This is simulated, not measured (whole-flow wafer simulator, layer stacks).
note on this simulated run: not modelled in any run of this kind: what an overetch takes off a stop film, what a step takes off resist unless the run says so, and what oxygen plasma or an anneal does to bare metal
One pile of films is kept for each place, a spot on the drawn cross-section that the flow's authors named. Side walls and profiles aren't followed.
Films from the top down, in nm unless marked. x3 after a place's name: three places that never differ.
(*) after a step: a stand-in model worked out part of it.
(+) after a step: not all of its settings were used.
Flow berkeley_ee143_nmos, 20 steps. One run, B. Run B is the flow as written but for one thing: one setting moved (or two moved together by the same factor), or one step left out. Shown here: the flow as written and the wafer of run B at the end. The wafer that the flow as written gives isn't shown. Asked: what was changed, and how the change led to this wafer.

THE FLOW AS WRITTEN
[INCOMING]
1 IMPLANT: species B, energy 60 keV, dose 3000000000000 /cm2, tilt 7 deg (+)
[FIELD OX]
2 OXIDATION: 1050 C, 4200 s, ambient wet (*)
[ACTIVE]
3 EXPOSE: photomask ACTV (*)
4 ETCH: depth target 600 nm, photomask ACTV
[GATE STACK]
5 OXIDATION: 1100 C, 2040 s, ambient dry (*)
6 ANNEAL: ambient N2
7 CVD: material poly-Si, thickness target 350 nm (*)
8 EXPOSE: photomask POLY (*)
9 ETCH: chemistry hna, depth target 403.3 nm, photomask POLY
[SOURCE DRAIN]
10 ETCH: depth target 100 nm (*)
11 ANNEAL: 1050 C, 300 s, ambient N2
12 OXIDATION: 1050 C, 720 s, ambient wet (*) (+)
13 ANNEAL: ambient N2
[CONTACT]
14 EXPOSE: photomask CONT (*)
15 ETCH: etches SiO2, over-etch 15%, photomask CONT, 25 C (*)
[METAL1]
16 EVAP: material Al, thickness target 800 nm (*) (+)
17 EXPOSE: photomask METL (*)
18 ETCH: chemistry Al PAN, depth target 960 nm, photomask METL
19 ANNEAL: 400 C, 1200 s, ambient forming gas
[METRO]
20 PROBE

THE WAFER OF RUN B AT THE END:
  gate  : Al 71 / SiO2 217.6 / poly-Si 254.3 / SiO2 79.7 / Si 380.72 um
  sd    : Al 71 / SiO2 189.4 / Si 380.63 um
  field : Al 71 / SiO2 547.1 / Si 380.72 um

The cause: step 18, ETCH: depth target 729 nm was run, where the flow has depth target 960 nm.

How the change led to this, step by step:
  18 ETCH: chemistry Al PAN, depth target 960 nm, photomask METL
      gate, sd, field: Al -729 (as written it would be: Al -800 (all of it))
Counting metal films that touch as one body, gate has 1 body; the flow as written gives 0 bodies.
Counting metal films that touch as one body, sd has 1 body; the flow as written gives 0 bodies.
Counting metal films that touch as one body, field has 1 body; the flow as written gives 0 bodies.
